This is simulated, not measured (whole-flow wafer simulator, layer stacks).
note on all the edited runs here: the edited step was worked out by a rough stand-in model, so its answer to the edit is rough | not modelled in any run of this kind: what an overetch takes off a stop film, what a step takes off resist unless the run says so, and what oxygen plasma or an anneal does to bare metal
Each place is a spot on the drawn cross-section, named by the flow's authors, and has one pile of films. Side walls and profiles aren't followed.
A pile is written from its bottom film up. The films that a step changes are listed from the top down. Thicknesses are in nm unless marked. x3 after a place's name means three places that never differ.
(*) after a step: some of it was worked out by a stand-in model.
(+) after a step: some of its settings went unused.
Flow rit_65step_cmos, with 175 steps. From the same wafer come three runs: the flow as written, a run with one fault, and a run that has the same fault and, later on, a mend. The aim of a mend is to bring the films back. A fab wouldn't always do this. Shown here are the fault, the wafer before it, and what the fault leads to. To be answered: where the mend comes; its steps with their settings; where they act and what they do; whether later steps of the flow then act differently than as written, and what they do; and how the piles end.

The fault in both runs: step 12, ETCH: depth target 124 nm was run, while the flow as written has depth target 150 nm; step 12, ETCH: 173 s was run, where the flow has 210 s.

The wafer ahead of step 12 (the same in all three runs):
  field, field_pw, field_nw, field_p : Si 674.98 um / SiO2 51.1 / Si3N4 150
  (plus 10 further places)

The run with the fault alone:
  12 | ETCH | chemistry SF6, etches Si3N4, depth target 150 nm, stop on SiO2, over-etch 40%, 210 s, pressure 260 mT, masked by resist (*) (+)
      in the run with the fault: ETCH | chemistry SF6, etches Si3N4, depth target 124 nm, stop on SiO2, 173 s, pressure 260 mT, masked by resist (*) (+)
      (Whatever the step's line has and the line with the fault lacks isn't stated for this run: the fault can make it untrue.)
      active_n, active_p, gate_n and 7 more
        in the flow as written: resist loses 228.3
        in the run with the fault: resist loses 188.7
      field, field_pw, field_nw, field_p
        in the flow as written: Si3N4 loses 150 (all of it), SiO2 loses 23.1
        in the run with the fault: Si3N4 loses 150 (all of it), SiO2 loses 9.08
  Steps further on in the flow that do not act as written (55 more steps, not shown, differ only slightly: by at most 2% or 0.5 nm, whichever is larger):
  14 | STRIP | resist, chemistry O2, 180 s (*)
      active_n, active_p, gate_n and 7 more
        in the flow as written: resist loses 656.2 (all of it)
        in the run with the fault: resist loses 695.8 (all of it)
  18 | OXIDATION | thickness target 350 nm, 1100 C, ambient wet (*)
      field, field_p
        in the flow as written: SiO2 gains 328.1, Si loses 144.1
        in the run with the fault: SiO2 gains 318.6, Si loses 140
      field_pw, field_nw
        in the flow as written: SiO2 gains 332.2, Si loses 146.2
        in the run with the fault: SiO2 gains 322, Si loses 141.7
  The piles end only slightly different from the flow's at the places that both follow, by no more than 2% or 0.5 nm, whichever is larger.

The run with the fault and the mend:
  The mend follows step 13.
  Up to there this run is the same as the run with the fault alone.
  13a | ETCH | chemistry SF6, etches Si3N4, depth target 26 nm, stop on SiO2, over-etch 40%, 37 s, pressure 260 mT, masked by resist (+) (the flow's step 12, run once more with other settings)
      active_n, active_p, gate_n and 7 more
        resist loses 39.6
      field, field_pw, field_nw, field_p
        SiO2 loses 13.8
  Later steps of the flow that are run all act as written at every place that is followed, up to a difference of at most 2% or 0.5 nm, whichever is larger.
  The piles end only slightly different from the flow's at the places that both follow, by no more than 2% or 0.5 nm, whichever is larger.
